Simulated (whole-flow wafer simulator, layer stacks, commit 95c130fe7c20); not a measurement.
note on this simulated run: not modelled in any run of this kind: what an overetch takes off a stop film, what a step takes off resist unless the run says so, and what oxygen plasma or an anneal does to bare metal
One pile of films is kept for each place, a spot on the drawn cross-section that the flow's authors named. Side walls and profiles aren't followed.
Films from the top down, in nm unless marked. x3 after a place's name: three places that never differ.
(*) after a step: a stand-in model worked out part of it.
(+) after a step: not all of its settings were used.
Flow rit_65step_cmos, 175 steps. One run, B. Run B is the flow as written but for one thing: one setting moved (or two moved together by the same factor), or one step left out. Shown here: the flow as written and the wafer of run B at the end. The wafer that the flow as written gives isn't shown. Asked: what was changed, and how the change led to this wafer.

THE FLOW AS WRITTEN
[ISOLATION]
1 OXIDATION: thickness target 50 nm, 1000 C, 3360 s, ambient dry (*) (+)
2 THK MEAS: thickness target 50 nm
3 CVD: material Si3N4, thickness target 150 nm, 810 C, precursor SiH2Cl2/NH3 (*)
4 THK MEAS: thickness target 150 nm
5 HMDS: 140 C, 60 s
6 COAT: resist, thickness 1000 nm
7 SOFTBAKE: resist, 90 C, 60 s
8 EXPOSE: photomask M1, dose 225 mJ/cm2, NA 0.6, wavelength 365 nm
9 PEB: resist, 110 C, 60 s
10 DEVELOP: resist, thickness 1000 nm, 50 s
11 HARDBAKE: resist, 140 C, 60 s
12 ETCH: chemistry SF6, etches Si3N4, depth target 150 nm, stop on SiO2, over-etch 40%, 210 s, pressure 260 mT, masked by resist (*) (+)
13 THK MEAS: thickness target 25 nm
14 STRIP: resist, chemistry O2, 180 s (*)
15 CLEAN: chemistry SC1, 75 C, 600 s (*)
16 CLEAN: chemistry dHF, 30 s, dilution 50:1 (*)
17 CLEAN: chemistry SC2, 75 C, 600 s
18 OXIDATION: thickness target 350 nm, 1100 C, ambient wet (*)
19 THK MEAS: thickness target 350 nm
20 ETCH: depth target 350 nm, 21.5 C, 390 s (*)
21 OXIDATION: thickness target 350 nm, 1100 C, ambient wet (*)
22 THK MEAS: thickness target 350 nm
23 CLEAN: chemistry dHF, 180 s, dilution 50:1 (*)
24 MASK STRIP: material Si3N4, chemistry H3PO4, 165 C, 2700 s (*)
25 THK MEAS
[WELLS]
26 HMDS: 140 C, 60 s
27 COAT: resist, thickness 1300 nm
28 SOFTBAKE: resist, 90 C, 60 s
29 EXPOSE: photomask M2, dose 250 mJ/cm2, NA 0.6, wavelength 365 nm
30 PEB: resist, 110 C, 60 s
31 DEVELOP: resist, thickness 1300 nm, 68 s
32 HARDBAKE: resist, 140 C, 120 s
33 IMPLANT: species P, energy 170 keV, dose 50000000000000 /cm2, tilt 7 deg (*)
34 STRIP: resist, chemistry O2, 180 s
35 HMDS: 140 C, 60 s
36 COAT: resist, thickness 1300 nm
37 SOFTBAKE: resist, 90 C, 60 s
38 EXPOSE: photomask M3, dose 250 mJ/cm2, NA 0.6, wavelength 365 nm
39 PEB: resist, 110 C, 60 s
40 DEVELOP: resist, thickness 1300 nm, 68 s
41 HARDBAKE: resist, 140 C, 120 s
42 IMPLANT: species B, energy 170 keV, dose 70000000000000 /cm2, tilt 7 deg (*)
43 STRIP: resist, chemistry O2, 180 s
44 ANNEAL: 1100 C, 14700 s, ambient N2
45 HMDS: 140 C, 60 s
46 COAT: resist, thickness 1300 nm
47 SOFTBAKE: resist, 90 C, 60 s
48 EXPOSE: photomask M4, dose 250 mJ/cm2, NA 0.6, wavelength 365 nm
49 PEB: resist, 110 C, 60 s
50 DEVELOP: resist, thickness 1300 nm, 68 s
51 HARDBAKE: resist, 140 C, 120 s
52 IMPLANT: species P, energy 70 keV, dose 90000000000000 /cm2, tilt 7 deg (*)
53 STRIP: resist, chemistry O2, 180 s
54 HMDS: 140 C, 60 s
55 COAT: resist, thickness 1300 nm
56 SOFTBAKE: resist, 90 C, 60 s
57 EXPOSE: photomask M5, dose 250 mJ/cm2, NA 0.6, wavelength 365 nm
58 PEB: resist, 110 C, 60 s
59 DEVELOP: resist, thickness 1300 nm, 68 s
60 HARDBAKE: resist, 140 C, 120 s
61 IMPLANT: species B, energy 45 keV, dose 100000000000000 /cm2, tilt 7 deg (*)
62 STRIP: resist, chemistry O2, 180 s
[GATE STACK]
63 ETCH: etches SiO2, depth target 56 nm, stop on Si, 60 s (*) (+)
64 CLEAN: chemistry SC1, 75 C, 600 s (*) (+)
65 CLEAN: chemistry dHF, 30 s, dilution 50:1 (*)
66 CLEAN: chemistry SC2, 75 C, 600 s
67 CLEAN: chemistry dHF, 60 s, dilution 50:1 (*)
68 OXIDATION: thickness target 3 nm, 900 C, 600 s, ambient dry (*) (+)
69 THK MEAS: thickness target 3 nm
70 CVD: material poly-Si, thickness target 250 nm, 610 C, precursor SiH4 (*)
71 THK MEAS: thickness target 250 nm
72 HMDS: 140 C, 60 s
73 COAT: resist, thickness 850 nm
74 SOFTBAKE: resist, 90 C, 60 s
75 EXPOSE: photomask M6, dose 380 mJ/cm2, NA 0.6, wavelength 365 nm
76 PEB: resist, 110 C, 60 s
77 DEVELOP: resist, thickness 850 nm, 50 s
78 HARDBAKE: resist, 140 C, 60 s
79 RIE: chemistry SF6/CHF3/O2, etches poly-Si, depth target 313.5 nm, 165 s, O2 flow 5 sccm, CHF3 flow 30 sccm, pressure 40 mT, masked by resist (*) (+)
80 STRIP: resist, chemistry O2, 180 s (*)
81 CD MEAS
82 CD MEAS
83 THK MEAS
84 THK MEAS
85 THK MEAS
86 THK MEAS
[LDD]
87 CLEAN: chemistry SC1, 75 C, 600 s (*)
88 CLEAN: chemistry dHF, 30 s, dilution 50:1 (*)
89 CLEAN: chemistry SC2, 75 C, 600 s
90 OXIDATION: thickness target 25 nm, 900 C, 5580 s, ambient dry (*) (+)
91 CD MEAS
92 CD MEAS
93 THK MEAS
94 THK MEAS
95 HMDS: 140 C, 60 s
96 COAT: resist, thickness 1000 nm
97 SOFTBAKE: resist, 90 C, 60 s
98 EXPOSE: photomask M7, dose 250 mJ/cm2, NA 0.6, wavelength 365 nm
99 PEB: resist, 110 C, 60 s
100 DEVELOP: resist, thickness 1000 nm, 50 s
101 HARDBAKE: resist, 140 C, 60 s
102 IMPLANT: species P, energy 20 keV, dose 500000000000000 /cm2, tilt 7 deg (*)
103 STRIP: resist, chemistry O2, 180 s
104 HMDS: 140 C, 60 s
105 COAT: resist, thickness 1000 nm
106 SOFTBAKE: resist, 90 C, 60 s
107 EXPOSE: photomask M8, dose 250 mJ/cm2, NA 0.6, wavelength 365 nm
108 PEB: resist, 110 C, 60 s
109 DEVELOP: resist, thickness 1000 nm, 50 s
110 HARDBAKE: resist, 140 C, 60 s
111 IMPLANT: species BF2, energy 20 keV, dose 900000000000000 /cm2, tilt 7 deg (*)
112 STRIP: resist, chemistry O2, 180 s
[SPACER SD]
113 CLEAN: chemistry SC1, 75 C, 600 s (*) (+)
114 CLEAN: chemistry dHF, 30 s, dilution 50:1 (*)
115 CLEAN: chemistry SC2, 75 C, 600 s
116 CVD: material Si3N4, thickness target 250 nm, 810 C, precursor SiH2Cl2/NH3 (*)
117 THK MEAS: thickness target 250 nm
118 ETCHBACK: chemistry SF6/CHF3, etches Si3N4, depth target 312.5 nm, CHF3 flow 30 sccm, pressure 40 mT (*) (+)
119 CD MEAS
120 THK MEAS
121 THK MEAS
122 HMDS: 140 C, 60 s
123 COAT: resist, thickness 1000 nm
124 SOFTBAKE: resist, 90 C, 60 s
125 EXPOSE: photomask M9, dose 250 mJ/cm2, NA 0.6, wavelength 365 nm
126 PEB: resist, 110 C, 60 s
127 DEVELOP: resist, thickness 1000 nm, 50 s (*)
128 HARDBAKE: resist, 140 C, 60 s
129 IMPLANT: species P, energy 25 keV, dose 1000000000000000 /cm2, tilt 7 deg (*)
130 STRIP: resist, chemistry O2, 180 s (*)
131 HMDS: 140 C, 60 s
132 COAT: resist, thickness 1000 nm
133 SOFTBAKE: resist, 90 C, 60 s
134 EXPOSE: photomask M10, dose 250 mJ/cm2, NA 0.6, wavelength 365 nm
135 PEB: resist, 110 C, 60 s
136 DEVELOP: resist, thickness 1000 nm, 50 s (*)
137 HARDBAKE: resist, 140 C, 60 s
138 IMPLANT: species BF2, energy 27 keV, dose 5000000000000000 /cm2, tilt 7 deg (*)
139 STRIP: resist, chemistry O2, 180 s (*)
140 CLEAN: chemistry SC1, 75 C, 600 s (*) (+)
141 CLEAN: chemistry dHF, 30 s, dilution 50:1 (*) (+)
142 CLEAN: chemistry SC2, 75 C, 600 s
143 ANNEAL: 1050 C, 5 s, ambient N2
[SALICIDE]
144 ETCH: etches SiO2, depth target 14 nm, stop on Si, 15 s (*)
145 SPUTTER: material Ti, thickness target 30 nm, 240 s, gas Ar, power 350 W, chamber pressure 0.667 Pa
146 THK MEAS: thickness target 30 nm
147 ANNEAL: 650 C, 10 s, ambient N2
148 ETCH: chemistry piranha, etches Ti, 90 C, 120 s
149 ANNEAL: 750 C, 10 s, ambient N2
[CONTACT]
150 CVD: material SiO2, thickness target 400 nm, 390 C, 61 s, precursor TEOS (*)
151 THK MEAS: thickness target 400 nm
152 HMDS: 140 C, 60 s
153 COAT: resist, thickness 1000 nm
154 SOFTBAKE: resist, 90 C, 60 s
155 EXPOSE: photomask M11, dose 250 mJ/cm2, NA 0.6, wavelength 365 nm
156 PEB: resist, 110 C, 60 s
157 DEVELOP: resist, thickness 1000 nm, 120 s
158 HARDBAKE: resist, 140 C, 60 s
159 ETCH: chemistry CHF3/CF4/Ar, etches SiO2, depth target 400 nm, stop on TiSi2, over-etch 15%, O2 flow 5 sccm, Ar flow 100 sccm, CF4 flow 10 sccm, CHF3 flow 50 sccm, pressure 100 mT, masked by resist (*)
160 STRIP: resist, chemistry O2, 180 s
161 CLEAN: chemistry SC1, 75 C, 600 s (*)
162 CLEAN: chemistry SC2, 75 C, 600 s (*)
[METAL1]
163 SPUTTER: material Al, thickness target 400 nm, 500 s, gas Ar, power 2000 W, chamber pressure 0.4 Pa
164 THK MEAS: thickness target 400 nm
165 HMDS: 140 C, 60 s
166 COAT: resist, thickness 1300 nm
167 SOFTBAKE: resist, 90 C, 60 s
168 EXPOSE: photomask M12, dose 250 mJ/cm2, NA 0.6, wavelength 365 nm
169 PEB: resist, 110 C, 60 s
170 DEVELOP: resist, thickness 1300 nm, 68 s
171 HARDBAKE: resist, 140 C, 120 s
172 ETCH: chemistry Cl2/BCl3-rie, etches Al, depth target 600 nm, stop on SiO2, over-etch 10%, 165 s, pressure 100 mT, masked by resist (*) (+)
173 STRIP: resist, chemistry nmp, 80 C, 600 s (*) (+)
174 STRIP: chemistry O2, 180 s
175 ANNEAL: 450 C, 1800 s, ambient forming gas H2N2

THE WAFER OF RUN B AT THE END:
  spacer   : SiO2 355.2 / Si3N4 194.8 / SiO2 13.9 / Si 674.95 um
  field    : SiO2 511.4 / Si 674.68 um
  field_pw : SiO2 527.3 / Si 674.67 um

The cause: step 163, SPUTTER: thickness target 334 nm was run, where the flow has thickness target 400 nm; step 163, SPUTTER: 418 s was run, where the flow has 500 s.

How the change led to this, step by step:
  163 SPUTTER: material Al, thickness target 400 nm, 500 s, gas Ar, power 2000 W, chamber pressure 0.4 Pa
      field, field_p, spacer, spacer_p: Al +334 (new film) (as written it would be: Al +400 (new film))
      gate_n, gate_p: Al +334 (new film) (as written it would be: Al +396 (new film))
      (and at 2 more places)
  172 ETCH: chemistry Cl2/BCl3-rie, etches Al, depth target 600 nm, stop on SiO2, over-etch 10%, 165 s, pressure 100 mT, masked by resist (*) (+)
      field, field_p, spacer, spacer_p: Al -334 (all of it), SiO2 -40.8 (as written it would be: Al -400 (all of it), SiO2 -32.5)
      gate_n, gate_p: Al -334 (all of it), SiO2 -40.8 (as written it would be: Al -396 (all of it), SiO2 -33)
      (and at 2 more places)
